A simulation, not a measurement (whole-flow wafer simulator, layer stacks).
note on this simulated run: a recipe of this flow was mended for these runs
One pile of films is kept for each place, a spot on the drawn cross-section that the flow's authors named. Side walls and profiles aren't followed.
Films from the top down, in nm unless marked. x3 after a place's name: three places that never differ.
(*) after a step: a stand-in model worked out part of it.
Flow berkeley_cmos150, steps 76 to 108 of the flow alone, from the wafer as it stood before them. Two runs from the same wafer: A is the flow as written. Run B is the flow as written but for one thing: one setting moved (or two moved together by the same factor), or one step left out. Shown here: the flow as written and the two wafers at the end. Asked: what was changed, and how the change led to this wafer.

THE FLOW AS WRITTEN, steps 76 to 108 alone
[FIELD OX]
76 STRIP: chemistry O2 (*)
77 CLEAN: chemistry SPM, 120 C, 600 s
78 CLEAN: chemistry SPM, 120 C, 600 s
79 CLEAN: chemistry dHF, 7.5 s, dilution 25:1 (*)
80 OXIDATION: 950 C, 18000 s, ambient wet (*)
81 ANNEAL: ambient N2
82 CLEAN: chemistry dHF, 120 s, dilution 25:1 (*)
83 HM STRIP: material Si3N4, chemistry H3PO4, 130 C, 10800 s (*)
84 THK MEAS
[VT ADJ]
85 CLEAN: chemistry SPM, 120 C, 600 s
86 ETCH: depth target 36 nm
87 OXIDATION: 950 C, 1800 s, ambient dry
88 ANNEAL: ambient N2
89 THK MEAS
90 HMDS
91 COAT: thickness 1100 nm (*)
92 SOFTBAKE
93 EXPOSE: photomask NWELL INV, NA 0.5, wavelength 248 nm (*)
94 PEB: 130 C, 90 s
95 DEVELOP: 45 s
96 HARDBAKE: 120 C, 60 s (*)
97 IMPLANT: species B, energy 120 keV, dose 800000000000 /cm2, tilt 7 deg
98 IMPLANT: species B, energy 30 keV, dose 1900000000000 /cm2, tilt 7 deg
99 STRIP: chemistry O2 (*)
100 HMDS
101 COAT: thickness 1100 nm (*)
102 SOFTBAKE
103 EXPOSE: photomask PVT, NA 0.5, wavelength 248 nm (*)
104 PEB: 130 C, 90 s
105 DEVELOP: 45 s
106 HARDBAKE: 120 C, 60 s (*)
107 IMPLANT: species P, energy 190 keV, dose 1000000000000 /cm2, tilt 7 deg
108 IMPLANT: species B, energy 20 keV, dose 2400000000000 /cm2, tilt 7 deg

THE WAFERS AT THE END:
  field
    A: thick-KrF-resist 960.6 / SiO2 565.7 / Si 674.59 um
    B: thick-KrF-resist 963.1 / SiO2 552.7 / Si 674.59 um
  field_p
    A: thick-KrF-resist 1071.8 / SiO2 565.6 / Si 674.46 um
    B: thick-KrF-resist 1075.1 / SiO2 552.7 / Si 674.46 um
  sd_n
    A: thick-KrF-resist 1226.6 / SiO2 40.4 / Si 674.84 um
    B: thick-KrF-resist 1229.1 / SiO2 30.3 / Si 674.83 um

The cause: step 86, ETCH: depth target 49 nm was run, where the flow has depth target 36 nm.

How the change led to this, step by step:
  86 ETCH: depth target 36 nm
      field, field_p, sd_n: A SiO2 -36 | B SiO2 -49
  87 OXIDATION: 950 C, 1800 s, ambient dry
      sd_n: A SiO2 +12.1, Si -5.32 | B SiO2 +15, Si -6.59
